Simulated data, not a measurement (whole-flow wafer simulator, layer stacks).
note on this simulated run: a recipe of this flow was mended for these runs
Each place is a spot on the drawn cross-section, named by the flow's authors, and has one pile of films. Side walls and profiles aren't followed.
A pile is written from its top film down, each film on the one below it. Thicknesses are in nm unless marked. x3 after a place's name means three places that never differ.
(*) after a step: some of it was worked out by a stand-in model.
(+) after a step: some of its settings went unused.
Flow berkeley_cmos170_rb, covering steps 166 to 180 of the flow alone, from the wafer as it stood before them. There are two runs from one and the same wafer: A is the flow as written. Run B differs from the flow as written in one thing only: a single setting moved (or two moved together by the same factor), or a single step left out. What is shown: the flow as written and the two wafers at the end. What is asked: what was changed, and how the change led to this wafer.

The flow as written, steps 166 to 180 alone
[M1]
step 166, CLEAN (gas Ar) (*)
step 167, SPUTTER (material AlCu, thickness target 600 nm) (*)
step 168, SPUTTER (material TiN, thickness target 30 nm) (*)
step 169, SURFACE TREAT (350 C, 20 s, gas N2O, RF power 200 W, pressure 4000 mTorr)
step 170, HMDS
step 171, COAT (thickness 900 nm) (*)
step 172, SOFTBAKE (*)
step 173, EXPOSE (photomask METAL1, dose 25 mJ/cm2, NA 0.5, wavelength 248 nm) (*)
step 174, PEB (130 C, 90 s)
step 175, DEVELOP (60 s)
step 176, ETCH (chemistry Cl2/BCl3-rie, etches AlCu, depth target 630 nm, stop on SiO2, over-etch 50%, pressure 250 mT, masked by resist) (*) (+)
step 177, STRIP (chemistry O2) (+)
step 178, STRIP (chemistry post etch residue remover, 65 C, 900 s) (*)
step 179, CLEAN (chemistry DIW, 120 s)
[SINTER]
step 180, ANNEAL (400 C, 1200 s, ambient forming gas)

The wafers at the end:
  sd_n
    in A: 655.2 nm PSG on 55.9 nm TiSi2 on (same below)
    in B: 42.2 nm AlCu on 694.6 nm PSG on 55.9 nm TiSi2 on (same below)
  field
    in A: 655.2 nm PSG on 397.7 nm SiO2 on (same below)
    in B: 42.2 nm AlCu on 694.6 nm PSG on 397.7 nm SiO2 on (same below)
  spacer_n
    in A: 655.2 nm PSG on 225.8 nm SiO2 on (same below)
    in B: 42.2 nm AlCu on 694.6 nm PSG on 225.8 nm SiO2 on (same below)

Cause: step 167, SPUTTER: thickness target 960 nm was run, whereas the flow has thickness target 600 nm.

The path from the change to this, step by step:
  step 167, SPUTTER (material AlCu, thickness target 600 nm) (*)
      field, sd_n, spacer_n, gate, spacer_p, gate_p, m1: A AlCu gains 600 (new film) | B AlCu gains 960 (new film)
      sd_p: A AlCu gains 549.6 (new film) | B AlCu gains 899.2 (new film)
      (and at 1 other place as well)
  step 168, SPUTTER (material TiN, thickness target 30 nm) (*)
      contact: A TiN gains 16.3 (new film) | B TiN gains 12.7 (new film)
  step 171, COAT (thickness 900 nm) (*)
      contact: A KrF-resist gains 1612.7 (new film) | B KrF-resist gains 1761.7 (new film)
  step 176, ETCH (chemistry Cl2/BCl3-rie, etches AlCu, depth target 630 nm, stop on SiO2, over-etch 50%, pressure 250 mT, masked by resist) (*) (+)
      field, sd_n, spacer_n, gate, spacer_p, gate_p: A TiN loses 30 (all of it), AlCu loses 600 (all of it), PSG loses 39.4 | B TiN loses 30 (all of it), AlCu loses 915
      sd_p: A TiN loses 25.8 (all of it), AlCu loses 549.6 (all of it), PSG loses 46.2 | B TiN loses 25.7 (all of it), AlCu loses 899.2 (all of it), PSG loses 2.51
  step 177, STRIP (chemistry O2) (+)
      contact: A KrF-resist loses 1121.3 (all of it) | B KrF-resist loses 1269.8 (all of it)
  step 178, STRIP (chemistry post etch residue remover, 65 C, 900 s) (*)
      field, sd_n, spacer_n, gate, spacer_p, gate_p: A nothing | B AlCu loses 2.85
Taking metal films that touch as one body, sd_n has 1 body; the flow as written gives 0 bodies.
Taking metal films that touch as one body, field has 1 body; the flow as written gives 0 bodies.
Taking metal films that touch as one body, spacer_n has 1 body; the flow as written gives 0 bodies.
